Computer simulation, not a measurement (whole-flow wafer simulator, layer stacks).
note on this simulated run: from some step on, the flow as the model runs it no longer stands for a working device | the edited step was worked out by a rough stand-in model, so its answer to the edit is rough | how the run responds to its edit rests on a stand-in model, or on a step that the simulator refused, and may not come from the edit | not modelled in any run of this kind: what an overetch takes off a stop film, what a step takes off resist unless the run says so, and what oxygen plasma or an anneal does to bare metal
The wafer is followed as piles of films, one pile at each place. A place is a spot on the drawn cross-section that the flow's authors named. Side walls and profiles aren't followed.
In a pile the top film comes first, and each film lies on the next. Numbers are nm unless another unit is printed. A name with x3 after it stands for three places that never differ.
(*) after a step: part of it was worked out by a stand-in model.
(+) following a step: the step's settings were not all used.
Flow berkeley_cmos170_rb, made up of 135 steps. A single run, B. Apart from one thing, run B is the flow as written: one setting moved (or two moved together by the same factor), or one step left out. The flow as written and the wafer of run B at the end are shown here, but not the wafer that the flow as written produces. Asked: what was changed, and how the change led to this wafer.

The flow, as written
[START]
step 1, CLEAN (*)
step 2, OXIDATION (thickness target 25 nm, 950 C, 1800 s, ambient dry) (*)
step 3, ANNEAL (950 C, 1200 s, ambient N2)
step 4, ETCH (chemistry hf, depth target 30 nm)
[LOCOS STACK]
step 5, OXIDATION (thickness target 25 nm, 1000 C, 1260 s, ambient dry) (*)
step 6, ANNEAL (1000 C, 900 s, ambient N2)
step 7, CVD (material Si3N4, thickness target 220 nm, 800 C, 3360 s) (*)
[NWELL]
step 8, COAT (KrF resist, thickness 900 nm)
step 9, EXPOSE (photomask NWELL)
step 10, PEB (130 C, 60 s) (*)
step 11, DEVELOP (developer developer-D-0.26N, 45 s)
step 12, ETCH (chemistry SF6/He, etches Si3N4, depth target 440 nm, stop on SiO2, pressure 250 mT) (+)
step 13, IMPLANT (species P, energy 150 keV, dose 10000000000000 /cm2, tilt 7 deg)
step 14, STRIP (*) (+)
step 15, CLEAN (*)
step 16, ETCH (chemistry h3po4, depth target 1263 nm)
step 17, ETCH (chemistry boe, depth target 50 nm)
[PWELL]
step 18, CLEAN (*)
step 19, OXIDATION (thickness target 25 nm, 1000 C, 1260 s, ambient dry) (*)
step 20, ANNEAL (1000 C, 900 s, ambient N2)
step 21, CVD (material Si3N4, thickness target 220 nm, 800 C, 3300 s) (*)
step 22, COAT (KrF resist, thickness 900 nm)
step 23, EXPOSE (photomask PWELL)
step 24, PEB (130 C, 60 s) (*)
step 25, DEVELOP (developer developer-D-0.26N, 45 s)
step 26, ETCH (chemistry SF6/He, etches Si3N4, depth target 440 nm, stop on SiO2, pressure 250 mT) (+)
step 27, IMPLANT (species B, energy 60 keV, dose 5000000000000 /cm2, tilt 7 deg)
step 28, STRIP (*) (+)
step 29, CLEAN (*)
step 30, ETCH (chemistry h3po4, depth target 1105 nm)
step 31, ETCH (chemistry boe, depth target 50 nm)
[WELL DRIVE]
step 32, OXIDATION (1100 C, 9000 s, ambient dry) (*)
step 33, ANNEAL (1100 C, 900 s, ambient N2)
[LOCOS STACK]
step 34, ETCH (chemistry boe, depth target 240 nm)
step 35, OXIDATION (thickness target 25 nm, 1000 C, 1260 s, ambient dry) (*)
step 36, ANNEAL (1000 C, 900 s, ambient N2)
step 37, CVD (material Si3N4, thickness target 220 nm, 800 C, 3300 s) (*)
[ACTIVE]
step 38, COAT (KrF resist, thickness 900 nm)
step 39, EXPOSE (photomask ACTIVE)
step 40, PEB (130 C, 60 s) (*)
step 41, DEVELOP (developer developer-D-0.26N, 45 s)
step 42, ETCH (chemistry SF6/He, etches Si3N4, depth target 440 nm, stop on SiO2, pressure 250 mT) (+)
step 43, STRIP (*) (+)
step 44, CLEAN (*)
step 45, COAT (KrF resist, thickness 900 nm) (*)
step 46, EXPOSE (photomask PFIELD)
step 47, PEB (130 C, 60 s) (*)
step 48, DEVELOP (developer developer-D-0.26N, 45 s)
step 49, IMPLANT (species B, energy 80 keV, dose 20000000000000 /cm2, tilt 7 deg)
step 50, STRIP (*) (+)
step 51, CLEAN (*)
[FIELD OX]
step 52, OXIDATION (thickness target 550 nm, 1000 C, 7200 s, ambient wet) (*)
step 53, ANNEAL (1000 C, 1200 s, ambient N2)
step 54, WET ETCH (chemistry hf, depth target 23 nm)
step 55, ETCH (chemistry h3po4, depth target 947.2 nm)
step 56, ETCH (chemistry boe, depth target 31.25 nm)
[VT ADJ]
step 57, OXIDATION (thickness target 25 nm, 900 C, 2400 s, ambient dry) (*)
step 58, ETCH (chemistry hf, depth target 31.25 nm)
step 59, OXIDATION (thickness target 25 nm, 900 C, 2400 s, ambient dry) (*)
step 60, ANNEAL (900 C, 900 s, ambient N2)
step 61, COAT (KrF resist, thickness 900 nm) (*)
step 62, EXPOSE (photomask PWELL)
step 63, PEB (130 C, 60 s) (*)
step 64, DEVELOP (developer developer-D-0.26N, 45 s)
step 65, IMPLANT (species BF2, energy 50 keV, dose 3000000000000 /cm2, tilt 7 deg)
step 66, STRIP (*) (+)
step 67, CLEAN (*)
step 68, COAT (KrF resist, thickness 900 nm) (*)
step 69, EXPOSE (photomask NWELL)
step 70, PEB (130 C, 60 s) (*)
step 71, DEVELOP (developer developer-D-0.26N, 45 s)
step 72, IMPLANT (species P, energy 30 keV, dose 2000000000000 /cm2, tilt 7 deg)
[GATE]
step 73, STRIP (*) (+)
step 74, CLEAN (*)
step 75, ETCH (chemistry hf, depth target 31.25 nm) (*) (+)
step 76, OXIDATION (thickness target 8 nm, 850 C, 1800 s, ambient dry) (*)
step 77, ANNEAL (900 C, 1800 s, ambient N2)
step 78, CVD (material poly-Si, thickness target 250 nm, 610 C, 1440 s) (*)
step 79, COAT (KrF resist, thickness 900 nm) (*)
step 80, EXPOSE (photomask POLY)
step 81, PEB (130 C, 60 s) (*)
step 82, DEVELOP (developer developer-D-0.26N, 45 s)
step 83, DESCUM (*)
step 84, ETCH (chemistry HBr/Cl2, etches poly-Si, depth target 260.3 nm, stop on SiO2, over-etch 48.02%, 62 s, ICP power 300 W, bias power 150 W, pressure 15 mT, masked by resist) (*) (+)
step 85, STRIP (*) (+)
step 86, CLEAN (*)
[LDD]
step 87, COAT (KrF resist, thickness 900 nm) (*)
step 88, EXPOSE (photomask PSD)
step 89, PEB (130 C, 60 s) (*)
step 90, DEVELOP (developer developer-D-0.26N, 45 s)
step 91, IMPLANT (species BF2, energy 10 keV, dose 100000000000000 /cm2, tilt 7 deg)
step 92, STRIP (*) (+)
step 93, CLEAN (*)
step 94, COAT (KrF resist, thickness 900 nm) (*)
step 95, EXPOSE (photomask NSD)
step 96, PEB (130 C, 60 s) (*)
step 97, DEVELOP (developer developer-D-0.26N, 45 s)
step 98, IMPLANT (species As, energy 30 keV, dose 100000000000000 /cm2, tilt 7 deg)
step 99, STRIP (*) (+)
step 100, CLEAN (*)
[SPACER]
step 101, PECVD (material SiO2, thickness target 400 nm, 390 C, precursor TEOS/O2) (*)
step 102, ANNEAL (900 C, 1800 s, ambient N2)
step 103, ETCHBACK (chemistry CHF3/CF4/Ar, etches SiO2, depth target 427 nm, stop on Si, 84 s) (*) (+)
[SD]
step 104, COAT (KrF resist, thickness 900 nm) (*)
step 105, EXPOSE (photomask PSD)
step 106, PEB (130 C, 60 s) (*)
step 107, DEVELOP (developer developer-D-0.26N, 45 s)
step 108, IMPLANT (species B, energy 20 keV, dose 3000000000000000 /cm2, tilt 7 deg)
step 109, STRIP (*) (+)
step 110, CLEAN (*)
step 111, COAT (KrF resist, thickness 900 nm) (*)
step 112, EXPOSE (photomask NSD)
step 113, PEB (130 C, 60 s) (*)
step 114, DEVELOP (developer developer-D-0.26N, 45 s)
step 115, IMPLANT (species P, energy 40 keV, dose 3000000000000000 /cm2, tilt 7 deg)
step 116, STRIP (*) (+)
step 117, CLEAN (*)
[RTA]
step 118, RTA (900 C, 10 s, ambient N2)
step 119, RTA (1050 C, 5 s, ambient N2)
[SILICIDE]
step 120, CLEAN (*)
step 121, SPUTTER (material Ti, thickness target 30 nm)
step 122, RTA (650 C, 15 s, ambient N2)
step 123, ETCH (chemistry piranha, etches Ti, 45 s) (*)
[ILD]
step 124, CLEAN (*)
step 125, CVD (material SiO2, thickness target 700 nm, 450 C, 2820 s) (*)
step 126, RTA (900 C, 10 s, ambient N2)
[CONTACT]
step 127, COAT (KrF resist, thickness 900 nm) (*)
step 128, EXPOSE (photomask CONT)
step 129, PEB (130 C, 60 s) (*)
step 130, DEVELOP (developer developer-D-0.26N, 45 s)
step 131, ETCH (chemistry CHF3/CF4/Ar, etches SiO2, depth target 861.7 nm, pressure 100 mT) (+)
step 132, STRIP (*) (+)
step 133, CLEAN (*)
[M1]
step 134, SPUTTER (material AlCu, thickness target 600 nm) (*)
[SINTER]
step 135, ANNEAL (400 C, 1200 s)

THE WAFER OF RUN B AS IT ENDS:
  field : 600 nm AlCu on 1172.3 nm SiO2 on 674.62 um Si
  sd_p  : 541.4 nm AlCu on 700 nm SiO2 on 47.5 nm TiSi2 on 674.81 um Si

Cause: step 75, ETCH: depth target 17.22 nm was run, whereas the flow has depth target 31.25 nm.

The path from the change to this, step by step:
  step 75, ETCH (chemistry hf, depth target 31.25 nm) (*) (+)
      field: -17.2 SiO2 (in the flow as written it would be: -31.3 SiO2)
  step 121, SPUTTER (material Ti, thickness target 30 nm)
      sd_p: +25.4 Ti (new film) (in the flow as written it would be: +27.1 Ti (new film))
  step 122, RTA (650 C, 15 s, ambient N2)
      sd_p: -19.8 Ti, +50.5 TiSi2 C49 (new film), -45 Si (in the flow as written it would be: -21.1 Ti, +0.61 TiSi first (new film), +52.9 TiSi2 C49 (new film), -47.6 Si)
  step 126, RTA (900 C, 10 s, ambient N2)
      sd_p: under 1 film: +47.5 TiSi2 (new film), -50.5 TiSi2 C49 (all of it) (in the flow as written it would be: under 1 film: +50.7 TiSi2 (new film), -0.61 TiSi first (all of it), -52.9 TiSi2 C49 (all of it), -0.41 Si)
